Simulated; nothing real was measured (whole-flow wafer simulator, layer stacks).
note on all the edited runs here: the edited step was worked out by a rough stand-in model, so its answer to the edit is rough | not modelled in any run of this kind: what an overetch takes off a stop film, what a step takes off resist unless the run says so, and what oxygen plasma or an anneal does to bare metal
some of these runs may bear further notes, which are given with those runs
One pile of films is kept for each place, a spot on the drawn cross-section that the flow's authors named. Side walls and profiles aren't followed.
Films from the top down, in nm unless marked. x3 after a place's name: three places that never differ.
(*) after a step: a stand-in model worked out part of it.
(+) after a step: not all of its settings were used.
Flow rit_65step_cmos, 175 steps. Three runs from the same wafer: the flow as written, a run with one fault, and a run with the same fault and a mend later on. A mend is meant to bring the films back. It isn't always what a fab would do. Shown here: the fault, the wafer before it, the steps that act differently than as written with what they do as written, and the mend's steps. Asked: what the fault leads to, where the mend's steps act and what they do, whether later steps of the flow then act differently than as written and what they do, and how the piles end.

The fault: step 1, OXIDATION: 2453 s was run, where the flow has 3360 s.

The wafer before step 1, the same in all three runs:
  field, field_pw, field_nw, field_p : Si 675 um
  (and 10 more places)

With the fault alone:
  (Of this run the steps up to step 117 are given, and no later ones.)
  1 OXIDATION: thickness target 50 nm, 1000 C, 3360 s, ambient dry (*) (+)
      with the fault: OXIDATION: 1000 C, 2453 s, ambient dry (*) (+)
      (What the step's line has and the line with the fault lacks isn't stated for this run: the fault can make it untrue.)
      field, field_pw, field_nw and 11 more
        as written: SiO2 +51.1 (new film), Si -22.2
        with the fault: SiO2 +43 (new film), Si -18.6
  Later steps of the flow that act differently than as written (36 more steps differ only slightly, by at most 2% or 0.5 nm, whichever is larger, and aren't shown):
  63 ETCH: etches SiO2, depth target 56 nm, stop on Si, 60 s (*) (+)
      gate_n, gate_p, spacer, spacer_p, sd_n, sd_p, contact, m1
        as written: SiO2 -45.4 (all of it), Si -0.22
        with the fault: SiO2 -37.4 (all of it), Si -0.38
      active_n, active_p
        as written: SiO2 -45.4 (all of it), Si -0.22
        with the fault: SiO2 -37.3 (all of it), Si -0.38
  After step 117 the piles differ from the flow's only slightly at the places that both follow, by at most 2% or 0.5 nm, whichever is larger.

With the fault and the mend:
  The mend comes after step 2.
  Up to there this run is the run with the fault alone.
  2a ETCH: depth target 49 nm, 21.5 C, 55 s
      field, field_pw, field_nw and 11 more
        SiO2 -43 (all of it)
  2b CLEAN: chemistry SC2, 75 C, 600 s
      field, field_pw, field_nw and 11 more
        chemical SiO2 +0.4 (new film), Si -0.17
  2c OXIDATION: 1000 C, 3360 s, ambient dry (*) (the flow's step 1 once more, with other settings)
      field, field_pw, field_nw and 11 more
        SiO2 +51 (new film), chemical SiO2 -0.4 (all of it), Si -22.3
  Later steps of the flow that act differently than as written (17 more steps differ only slightly, by at most 2% or 0.5 nm, whichever is larger, and aren't shown):
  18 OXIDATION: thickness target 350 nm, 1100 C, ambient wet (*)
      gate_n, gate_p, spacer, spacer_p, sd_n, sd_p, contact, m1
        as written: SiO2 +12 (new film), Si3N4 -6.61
        with the mend: SiO2 +12 (new film), Si3N4 -6.61, SiO2 +0.03
  At the end the piles differ from the flow's only slightly at the places that both follow, by at most 2% or 0.5 nm, whichever is larger.
